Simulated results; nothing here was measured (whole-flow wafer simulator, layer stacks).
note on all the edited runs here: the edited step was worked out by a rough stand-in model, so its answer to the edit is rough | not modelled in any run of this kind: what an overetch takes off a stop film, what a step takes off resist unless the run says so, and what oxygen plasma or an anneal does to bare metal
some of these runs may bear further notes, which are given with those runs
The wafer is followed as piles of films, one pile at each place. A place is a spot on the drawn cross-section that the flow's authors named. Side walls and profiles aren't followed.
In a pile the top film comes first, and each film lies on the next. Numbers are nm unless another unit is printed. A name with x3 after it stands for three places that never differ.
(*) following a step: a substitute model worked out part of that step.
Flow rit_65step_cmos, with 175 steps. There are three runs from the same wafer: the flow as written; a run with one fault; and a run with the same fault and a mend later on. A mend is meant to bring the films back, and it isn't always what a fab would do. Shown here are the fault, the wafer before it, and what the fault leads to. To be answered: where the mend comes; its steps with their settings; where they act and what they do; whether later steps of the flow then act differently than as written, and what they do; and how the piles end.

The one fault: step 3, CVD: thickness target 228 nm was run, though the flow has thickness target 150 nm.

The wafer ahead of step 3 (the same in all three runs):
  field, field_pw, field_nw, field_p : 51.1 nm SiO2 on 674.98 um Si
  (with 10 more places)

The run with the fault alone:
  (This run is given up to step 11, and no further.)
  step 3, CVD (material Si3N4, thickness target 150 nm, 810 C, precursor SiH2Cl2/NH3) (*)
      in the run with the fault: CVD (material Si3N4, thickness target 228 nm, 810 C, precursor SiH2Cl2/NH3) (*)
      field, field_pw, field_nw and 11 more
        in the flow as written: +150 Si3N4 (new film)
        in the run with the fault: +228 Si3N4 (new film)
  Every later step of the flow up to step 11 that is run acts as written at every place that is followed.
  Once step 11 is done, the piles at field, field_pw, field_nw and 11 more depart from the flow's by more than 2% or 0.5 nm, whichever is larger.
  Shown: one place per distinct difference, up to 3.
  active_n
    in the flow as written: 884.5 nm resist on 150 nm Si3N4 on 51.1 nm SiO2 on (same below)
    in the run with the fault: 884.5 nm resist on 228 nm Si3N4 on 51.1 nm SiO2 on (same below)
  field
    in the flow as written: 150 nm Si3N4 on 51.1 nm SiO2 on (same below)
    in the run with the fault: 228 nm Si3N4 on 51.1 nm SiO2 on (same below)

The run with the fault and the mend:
  The mend follows step 4.
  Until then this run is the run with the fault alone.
  step 4a, ETCH (chemistry h3po4, depth target 262.2 nm)
      field, field_pw, field_nw and 11 more
        -228 Si3N4 (all of it)
  step 4b, CLEAN (chemistry SC2, 75 C, 600 s)
      alters no film at any place that is followed
  step 4c, CVD (material Si3N4, thickness target 150 nm, 810 C, precursor SiH2Cl2/NH3) (*) (a further turn of the flow's step 3)
      field, field_pw, field_nw and 11 more
        +150 Si3N4 (new film)
  Every later step of the flow that is run acts as written at every place that is followed.
  At every place that both follow, the piles at the end match the flow's.
